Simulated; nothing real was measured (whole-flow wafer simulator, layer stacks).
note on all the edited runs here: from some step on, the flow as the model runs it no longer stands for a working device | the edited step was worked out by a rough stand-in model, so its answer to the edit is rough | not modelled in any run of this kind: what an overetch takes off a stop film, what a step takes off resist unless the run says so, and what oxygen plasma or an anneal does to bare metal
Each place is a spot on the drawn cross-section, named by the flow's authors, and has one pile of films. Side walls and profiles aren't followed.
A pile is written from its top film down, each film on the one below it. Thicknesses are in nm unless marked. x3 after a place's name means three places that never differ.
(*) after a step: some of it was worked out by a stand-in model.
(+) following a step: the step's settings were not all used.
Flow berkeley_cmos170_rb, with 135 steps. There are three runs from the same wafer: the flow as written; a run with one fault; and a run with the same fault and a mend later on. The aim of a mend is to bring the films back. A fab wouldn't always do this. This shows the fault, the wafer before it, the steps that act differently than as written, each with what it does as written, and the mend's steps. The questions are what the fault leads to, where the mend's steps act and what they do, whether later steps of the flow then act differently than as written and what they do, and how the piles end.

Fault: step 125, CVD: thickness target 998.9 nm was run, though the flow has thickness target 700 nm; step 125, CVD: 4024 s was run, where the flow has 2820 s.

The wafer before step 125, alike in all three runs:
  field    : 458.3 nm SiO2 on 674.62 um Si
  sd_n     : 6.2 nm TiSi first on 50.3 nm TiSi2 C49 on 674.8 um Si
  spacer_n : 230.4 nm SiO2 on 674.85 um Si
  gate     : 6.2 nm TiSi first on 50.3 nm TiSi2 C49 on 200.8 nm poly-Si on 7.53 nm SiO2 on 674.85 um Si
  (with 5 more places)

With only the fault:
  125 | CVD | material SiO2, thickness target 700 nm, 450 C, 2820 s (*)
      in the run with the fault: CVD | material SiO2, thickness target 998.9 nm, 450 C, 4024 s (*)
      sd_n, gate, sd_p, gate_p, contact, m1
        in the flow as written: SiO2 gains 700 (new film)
        in the run with the fault: SiO2 gains 998.9 (new film)
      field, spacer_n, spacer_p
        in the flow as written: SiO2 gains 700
        in the run with the fault: SiO2 gains 998.9
  Later steps of the flow acting differently than as written (3 more steps, not shown, differ only slightly: by at most 2% or 0.5 nm, whichever is larger):
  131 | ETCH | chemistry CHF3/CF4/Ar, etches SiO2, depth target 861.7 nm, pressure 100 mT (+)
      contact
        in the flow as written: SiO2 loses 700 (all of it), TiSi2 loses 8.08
        in the run with the fault: SiO2 loses 861.7
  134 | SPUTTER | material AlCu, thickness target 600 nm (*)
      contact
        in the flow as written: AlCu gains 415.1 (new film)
        in the run with the fault: AlCu gains 379.4 (new film)
  By the end, the piles at field, sd_n, spacer_n and 6 more depart from the flow's by more than 2% or 0.5 nm, whichever is larger.
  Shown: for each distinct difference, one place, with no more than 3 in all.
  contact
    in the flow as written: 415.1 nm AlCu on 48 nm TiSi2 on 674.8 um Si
    in the run with the fault: 379.4 nm AlCu on 137.2 nm SiO2 on 56 nm TiSi2 on 674.8 um Si
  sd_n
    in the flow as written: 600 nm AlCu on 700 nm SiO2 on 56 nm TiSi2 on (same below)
    in the run with the fault: 600 nm AlCu on 998.9 nm SiO2 on 56 nm TiSi2 on (same below)
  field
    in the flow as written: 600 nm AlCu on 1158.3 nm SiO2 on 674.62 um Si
    in the run with the fault: 600 nm AlCu on 1457.2 nm SiO2 on 674.62 um Si

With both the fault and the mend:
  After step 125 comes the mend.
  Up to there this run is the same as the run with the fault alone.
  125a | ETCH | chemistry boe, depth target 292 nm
      field, sd_n, spacer_n and 6 more
        SiO2 loses 292
  None of the later steps of the flow differs from how it acts as written, at any place that is followed, by more than 2% or 0.5 nm, whichever is larger.
  When the end is reached, the piles differ only a little from the flow's at the places that both follow, at most by 2% or 0.5 nm, whichever is larger.
